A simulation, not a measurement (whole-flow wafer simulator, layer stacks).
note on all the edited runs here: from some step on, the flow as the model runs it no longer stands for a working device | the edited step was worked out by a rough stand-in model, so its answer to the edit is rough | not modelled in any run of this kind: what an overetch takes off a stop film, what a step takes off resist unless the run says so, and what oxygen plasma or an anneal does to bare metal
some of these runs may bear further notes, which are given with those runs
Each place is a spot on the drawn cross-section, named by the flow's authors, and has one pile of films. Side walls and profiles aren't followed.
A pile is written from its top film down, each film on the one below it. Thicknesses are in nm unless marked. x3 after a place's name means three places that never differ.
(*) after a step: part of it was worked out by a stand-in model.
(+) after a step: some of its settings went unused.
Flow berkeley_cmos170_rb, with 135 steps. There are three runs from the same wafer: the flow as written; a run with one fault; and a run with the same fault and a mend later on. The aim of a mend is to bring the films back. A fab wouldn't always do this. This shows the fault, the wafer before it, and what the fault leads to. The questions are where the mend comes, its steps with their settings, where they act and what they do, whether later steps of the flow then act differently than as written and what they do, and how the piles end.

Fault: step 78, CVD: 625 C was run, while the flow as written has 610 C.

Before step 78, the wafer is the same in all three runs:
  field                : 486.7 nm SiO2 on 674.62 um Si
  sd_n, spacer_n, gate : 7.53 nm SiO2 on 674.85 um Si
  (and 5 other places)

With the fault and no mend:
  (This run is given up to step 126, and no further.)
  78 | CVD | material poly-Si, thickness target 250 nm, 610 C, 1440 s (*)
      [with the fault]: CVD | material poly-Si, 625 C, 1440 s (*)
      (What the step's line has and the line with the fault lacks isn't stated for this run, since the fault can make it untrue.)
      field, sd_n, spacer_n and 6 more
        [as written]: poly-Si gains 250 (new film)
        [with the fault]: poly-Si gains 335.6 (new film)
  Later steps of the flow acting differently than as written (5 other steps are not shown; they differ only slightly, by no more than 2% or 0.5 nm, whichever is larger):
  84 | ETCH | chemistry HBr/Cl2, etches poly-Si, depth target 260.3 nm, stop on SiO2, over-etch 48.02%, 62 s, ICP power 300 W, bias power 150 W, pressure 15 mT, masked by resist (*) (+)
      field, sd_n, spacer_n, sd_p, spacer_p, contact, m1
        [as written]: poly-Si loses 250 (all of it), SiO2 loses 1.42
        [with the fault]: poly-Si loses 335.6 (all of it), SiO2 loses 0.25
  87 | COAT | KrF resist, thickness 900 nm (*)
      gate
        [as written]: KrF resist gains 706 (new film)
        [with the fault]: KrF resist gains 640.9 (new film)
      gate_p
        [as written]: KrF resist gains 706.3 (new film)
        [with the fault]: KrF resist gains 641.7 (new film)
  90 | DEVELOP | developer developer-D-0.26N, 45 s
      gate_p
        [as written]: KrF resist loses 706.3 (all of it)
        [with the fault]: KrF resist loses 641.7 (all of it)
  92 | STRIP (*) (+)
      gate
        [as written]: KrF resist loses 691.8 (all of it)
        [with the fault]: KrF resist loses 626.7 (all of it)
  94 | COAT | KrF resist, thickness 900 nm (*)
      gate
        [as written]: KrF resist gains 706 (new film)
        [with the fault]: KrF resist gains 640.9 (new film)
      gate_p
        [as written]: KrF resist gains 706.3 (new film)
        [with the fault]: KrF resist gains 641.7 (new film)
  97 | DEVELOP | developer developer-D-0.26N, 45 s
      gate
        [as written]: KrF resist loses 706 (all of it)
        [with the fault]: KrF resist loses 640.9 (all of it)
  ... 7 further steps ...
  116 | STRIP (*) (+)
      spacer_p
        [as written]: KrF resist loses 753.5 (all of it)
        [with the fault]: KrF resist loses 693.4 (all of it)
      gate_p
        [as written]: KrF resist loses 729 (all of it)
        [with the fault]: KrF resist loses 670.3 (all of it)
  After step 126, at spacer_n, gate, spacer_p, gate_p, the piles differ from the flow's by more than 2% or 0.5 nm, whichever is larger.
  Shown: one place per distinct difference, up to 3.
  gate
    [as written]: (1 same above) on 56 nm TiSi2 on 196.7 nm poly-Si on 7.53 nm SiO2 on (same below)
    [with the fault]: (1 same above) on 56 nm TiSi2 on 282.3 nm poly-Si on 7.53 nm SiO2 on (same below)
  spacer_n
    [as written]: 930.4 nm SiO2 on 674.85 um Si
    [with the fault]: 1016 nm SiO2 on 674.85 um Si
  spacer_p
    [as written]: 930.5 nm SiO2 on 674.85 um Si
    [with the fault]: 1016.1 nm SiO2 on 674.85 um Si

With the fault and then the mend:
  After step 78 comes the mend.
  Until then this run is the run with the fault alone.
  78a | ETCH | chemistry tmah, depth target 85.58 nm
      field, sd_n, spacer_n and 6 more
        poly-Si loses 85.6
  Every later step of the flow that is run acts as written at every place that is followed.
  The piles end only slightly different from the flow's at the places that both follow, by no more than 2% or 0.5 nm, whichever is larger.
